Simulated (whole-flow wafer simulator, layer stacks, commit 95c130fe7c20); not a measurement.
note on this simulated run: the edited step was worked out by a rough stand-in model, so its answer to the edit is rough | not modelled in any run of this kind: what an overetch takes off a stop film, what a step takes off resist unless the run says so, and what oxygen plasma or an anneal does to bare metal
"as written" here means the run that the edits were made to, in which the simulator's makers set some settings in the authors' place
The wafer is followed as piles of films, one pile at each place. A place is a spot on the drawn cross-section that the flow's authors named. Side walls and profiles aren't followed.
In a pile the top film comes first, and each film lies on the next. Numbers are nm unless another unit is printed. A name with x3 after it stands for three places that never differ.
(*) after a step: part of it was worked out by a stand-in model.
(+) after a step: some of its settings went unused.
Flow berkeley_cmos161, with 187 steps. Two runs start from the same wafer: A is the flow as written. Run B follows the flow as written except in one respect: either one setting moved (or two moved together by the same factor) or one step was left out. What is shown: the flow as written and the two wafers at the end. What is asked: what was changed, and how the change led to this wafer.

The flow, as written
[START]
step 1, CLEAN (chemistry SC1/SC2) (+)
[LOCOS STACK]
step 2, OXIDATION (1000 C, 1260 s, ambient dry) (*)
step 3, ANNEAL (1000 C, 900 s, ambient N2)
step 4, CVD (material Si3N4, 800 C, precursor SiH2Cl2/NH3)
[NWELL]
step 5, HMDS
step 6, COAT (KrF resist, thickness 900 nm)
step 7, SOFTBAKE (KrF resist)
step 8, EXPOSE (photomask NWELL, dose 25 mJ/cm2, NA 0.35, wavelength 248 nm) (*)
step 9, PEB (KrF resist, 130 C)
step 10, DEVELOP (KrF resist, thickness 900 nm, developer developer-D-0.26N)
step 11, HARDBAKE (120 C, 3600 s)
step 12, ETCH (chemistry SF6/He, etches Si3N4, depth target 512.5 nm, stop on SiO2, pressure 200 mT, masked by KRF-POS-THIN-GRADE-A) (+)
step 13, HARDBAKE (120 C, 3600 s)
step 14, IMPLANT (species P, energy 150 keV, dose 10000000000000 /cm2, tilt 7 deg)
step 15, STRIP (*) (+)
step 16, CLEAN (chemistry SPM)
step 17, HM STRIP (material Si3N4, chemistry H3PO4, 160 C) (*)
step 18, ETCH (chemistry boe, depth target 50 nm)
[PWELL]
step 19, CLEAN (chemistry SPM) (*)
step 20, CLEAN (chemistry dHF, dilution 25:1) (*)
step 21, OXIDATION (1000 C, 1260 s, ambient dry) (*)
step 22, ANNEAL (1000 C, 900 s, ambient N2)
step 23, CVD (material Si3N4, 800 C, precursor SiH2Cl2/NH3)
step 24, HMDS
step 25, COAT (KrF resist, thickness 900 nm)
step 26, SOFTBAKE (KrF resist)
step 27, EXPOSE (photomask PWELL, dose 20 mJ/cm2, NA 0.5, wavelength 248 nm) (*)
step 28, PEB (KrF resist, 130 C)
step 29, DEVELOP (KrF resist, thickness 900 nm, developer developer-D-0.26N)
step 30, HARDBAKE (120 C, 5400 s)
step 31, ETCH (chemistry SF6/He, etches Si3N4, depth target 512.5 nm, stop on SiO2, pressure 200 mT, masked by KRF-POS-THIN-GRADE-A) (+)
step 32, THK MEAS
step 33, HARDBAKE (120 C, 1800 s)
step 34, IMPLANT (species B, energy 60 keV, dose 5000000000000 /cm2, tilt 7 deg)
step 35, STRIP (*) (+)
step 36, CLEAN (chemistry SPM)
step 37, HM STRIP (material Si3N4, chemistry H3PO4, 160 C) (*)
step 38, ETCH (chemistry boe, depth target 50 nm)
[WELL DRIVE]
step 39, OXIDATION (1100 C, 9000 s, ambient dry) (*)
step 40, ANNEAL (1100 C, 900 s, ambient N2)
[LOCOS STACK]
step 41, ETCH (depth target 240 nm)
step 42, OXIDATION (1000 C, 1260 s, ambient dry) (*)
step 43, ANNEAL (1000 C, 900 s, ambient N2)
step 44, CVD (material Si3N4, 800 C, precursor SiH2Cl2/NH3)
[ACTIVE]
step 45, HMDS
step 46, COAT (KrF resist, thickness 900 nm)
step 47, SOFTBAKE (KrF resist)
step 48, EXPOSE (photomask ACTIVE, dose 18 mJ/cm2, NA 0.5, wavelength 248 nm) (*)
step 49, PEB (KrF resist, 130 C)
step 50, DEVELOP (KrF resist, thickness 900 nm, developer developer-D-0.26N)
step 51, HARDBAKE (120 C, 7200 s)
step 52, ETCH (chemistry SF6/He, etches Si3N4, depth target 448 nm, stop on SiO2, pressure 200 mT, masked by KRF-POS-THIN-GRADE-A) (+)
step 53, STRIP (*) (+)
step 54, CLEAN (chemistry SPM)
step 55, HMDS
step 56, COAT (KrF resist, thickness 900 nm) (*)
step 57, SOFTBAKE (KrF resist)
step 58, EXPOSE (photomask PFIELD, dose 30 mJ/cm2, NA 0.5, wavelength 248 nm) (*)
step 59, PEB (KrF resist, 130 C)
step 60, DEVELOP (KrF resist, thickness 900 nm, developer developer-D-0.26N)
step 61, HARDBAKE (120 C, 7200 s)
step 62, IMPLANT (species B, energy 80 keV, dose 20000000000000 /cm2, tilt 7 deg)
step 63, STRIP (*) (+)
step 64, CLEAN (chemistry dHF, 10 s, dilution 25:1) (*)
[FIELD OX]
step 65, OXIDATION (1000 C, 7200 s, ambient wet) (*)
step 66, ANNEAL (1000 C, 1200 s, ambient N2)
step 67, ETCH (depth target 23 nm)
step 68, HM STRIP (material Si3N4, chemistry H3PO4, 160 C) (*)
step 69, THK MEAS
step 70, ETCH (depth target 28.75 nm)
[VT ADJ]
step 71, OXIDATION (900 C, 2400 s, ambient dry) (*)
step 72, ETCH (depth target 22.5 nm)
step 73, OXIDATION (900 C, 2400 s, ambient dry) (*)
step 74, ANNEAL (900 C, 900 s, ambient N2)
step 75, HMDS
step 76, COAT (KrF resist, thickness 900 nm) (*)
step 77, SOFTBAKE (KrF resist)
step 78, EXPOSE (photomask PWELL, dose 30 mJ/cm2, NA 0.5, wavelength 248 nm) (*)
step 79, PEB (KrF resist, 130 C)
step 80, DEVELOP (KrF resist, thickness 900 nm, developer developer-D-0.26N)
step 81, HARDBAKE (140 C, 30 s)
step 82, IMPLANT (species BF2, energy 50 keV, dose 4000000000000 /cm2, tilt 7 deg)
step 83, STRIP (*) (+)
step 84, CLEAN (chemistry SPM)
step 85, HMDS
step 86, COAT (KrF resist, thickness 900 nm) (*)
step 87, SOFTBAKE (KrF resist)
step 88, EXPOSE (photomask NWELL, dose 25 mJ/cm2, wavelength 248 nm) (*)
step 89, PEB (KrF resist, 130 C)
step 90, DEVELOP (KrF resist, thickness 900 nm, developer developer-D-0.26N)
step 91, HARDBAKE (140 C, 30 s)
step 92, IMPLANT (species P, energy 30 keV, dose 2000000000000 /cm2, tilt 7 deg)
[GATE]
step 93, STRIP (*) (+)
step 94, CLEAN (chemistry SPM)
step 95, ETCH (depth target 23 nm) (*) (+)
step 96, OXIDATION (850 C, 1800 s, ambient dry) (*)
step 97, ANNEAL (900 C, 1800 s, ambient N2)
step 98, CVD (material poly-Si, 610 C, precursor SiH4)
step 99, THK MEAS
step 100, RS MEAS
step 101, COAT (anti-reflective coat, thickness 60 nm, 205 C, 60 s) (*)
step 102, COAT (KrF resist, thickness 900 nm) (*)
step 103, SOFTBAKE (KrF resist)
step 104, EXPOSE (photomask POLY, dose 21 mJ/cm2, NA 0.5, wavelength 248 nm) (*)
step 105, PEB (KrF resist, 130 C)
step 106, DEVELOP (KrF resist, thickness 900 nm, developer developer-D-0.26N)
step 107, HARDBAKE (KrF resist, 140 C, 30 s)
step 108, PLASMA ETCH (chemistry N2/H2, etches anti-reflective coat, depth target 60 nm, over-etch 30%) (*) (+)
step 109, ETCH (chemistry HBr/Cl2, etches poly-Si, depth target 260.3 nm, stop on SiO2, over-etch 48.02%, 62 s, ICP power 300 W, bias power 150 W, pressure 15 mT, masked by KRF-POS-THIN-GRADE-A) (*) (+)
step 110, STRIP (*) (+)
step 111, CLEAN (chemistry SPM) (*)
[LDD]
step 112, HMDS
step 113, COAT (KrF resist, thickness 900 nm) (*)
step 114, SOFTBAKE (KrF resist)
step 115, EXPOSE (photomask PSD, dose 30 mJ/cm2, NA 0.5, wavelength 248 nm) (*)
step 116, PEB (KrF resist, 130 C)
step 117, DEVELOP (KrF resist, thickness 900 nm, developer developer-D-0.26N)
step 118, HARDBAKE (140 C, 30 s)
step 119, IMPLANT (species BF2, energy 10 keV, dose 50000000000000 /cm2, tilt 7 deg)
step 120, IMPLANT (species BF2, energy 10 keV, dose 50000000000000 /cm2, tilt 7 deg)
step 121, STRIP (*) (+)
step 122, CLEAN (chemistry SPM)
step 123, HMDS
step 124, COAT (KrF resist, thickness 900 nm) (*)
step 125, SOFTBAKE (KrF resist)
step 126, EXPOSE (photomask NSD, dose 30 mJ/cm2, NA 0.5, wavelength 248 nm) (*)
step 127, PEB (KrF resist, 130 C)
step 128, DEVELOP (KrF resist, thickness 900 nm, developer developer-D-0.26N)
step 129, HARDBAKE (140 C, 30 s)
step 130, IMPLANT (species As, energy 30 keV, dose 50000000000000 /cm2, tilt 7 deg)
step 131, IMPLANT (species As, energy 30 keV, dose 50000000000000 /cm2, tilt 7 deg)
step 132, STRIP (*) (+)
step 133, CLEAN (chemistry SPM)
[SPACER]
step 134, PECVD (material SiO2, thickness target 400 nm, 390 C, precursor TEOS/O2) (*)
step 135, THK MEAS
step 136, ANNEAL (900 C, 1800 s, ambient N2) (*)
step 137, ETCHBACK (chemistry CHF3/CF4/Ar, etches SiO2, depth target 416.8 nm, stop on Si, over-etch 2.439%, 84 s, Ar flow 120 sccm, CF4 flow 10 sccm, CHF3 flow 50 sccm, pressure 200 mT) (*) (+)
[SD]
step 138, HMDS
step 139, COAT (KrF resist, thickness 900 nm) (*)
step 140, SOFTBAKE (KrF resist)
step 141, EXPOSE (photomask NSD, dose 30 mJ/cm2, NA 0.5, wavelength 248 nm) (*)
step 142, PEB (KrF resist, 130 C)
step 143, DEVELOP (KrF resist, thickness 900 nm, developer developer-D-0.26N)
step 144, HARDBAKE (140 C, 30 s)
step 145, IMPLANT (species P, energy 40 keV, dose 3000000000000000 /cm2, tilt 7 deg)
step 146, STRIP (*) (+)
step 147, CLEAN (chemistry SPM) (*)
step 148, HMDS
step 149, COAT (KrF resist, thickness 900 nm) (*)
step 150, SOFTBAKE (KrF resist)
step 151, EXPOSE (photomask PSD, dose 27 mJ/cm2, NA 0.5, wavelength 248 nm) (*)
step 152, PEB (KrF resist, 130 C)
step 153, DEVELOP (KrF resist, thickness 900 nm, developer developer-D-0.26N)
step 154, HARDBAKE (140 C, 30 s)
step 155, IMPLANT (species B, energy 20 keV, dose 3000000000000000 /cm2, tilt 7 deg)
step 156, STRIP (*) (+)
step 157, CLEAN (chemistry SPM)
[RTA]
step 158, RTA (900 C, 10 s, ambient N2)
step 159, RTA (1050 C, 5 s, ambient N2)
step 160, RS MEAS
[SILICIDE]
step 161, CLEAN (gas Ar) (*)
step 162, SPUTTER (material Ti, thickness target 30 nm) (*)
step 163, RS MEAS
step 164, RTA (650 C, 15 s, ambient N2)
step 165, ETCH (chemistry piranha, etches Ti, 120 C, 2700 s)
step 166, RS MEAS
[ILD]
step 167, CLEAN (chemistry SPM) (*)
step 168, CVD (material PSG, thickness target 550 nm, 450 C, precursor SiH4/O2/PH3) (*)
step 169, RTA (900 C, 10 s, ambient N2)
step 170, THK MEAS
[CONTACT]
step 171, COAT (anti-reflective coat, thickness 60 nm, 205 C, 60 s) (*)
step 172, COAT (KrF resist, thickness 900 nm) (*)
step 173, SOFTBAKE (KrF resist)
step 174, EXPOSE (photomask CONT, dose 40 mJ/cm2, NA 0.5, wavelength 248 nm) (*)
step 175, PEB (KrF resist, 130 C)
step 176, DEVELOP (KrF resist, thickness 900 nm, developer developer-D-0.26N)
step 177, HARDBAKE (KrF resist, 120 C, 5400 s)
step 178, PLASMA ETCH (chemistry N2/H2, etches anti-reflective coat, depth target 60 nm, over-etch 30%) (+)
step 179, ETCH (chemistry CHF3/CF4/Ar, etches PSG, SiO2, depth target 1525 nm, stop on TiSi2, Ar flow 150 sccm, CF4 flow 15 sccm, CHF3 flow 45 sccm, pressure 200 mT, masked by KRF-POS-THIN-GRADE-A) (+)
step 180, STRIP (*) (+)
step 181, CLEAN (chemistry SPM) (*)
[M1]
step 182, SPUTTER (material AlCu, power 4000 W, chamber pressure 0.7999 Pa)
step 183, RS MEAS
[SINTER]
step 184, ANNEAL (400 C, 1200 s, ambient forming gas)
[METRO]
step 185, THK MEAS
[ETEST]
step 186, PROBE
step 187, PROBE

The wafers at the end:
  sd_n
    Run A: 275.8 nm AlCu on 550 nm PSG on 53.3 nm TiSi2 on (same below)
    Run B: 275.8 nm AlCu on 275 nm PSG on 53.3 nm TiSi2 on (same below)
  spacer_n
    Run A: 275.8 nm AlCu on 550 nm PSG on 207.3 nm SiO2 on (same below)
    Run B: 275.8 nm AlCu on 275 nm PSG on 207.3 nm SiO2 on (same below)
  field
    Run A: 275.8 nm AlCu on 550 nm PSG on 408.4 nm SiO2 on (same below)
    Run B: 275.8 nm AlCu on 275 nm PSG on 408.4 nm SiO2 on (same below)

What caused this: step 168, CVD: thickness target 275 nm was run, though the flow has thickness target 550 nm.
The wafer itself shows it: sd_n has PSG 275, and step 168 as written asks for 550 nm.

Step by step, how the change led to this:
  step 168, CVD (material PSG, thickness target 550 nm, 450 C, precursor SiH4/O2/PH3) (*)
      field, sd_n, spacer_n, gate_n, spacer_p, gate_p, contact, m1: A +550 PSG (new film) | B +275 PSG (new film)
      sd_p: A +521.9 PSG (new film) | B +262.9 PSG (new film)
  step 171, COAT (anti-reflective coat, thickness 60 nm, 205 C, 60 s) (*)
      field: A +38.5 anti-reflective coat (new film) | B +36.7 anti-reflective coat (new film)
      sd_n: A +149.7 anti-reflective coat (new film) | B +142.5 anti-reflective coat (new film)
      (and at 6 other places as well)
  step 178, PLASMA ETCH (chemistry N2/H2, etches anti-reflective coat, depth target 60 nm, over-etch 30%) (+)
      field, sd_n, spacer_n, gate_n, sd_p, spacer_p, gate_p, m1: A -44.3 KrF resist | B -41.6 KrF resist
      contact: A -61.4 anti-reflective coat (all of it), -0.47 PSG | B -57.6 anti-reflective coat (all of it), -0.44 PSG
  step 179, ETCH (chemistry CHF3/CF4/Ar, etches PSG, SiO2, depth target 1525 nm, stop on TiSi2, Ar flow 150 sccm, CF4 flow 15 sccm, CHF3 flow 45 sccm, pressure 200 mT, masked by KRF-POS-THIN-GRADE-A) (+)
      field, sd_n, spacer_n, gate_n, sd_p, spacer_p, gate_p, m1: A -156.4 KrF resist | B -87.7 KrF resist
      contact: A -549.5 PSG (all of it), -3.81 TiSi2 | B -274.6 PSG (all of it), -3.81 TiSi2
  step 180, STRIP (*) (+)
      field: A -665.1 KrF resist (all of it), -38.5 anti-reflective coat (all of it) | B -735.7 KrF resist (all of it), -36.7 anti-reflective coat (all of it)
      sd_n: A -692.5 KrF resist (all of it), -149.7 anti-reflective coat (all of it) | B -769.1 KrF resist (all of it), -142.5 anti-reflective coat (all of it)
      (and at 6 other places as well)
  step 182, SPUTTER (material AlCu, power 4000 W, chamber pressure 0.7999 Pa)
      contact: A +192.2 AlCu (new film) | B +232 AlCu (new film)
